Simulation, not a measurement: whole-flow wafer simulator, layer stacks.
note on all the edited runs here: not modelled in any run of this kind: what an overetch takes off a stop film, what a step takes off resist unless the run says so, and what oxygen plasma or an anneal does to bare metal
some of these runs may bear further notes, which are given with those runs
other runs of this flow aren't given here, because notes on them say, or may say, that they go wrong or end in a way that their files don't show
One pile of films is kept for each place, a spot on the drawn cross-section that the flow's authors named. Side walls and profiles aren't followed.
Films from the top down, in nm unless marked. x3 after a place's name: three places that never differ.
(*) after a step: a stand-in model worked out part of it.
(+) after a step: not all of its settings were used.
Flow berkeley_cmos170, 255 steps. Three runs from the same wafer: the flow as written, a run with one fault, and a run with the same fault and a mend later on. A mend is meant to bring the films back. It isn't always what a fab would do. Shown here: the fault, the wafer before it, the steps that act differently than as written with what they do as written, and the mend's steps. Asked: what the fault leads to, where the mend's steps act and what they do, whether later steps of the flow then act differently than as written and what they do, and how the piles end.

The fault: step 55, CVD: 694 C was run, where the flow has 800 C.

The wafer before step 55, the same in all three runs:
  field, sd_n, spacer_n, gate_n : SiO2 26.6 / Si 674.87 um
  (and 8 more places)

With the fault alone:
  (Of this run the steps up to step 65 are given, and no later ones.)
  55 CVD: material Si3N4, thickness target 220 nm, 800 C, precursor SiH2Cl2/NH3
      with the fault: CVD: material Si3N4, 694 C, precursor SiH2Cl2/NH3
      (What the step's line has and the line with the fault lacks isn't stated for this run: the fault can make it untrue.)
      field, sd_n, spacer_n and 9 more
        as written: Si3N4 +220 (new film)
        with the fault: Si3N4 +39 (new film)
  Later steps of the flow that act differently than as written:
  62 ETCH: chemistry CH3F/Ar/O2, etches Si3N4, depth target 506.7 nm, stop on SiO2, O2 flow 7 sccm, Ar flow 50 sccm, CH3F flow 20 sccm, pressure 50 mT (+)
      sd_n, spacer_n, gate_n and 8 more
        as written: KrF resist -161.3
        with the fault: KrF resist -40.6
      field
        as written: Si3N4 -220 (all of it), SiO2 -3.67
        with the fault: Si3N4 -39 (all of it), SiO2 -3.67
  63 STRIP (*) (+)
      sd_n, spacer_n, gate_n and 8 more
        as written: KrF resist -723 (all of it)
        with the fault: KrF resist -843.7 (all of it)
  After step 65 the piles differ from the flow's by more than 2% or 0.5 nm, whichever is larger, at sd_n, spacer_n, gate_n and 8 more.
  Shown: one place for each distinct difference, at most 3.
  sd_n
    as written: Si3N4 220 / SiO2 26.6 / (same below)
    with the fault: Si3N4 39 / SiO2 26.6 / (same below)

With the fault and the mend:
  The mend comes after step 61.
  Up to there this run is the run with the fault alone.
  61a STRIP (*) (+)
      sd_n, spacer_n, gate_n and 8 more
        KrF resist -884.4 (all of it)
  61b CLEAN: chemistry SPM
      changes no film at any place that is followed
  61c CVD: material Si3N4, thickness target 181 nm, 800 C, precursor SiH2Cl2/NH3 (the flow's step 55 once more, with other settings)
      field, sd_n, spacer_n and 9 more
        Si3N4 +181
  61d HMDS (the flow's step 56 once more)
      changes no film at any place that is followed
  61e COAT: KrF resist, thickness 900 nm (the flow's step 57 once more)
      field, sd_n, spacer_n and 9 more
        KrF resist +900 (new film)
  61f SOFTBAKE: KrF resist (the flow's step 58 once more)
      changes no film at any place that is followed
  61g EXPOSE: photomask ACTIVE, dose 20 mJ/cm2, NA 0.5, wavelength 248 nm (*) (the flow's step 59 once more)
      changes no film at any place that is followed
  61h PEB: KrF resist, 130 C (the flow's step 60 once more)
      field, sd_n, spacer_n and 9 more
        KrF resist -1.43
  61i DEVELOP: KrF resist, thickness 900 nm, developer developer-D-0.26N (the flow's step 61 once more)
      sd_n, spacer_n, gate_n and 8 more
        KrF resist -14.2
      field
        KrF resist -898.6 (all of it)
  No later step of the flow acts differently than as written, at any place that is followed, by more than 2% or 0.5 nm, whichever is larger.
  At the end the piles are the same as the flow's at every place that both follow.
